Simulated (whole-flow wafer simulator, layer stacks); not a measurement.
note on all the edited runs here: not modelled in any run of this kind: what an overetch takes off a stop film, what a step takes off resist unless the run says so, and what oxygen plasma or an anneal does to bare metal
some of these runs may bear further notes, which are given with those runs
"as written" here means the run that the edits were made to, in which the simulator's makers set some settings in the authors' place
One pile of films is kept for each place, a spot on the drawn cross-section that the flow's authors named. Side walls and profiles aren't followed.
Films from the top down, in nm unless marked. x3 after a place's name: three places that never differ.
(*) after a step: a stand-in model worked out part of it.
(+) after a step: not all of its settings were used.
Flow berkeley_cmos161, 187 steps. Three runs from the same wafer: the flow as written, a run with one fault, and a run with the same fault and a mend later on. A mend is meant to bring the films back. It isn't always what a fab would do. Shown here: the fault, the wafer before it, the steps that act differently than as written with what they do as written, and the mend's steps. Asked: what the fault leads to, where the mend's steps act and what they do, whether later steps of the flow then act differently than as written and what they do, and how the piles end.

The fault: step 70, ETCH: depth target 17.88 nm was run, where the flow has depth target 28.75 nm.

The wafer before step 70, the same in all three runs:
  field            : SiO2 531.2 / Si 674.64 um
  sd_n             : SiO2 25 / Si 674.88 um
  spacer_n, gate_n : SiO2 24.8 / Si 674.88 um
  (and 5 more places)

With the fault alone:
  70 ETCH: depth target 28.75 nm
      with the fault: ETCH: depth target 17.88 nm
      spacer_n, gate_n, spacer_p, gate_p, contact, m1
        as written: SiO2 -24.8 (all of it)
        with the fault: SiO2 -17.9
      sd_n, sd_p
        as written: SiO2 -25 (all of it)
        with the fault: SiO2 -17.9
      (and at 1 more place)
  Later steps of the flow that act differently than as written (46 more steps differ only slightly, by at most 2% or 0.5 nm, whichever is larger, and aren't shown):
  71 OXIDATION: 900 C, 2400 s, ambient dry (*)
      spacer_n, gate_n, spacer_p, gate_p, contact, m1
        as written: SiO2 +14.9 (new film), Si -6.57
        with the fault: SiO2 +12.6, Si -5.55
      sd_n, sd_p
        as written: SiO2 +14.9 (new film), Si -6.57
        with the fault: SiO2 +12.6, Si -5.53
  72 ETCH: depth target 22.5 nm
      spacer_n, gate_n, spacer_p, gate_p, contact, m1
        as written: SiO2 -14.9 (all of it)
        with the fault: SiO2 -19.5 (all of it)
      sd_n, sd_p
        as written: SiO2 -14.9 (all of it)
        with the fault: SiO2 -19.7 (all of it)
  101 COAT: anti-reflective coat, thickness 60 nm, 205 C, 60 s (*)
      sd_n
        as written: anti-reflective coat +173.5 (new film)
        with the fault: anti-reflective coat +181.5 (new film)
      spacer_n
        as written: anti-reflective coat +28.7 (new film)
        with the fault: anti-reflective coat +26.9 (new film)
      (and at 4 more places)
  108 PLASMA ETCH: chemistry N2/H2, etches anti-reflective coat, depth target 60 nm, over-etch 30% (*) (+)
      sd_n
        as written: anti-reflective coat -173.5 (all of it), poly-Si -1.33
        with the fault: anti-reflective coat -181.5 (all of it), poly-Si -1.4
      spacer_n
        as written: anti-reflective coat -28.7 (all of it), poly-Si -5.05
        with the fault: anti-reflective coat -26.9 (all of it), poly-Si -5.36
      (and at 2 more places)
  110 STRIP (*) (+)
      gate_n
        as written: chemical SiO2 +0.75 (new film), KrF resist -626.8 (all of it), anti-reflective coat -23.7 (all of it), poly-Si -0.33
        with the fault: chemical SiO2 +0.75 (new film), KrF resist -633.3 (all of it), anti-reflective coat -21.9 (all of it), poly-Si -0.33
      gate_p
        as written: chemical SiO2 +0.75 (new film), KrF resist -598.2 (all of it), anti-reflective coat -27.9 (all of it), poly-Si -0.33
        with the fault: chemical SiO2 +0.75 (new film), KrF resist -602 (all of it), anti-reflective coat -27 (all of it), poly-Si -0.33
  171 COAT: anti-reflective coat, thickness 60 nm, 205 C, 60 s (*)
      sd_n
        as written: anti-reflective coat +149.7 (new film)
        with the fault: anti-reflective coat +157.8 (new film)
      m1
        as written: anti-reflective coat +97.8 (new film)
        with the fault: anti-reflective coat +100.2 (new film)
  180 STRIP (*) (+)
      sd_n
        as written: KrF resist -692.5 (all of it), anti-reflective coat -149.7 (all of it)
        with the fault: KrF resist -690.7 (all of it), anti-reflective coat -157.8 (all of it)
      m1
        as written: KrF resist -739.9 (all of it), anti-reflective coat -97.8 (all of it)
        with the fault: KrF resist -743.5 (all of it), anti-reflective coat -100.2 (all of it)
  At the end the piles differ from the flow's by more than 2% or 0.5 nm, whichever is larger, at field.
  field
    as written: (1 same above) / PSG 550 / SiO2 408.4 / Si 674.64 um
    with the fault: (1 same above) / PSG 550 / SiO2 419.2 / Si 674.64 um

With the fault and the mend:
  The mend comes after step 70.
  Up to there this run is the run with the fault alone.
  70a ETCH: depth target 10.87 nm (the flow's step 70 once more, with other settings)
      spacer_n, gate_n, spacer_p, gate_p, contact, m1
        SiO2 -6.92 (all of it)
      sd_n, sd_p
        SiO2 -7.16 (all of it)
      field
        SiO2 -10.9
  No later step of the flow acts differently than as written at any place that is followed.
  At the end the piles are the same as the flow's at every place that both follow.
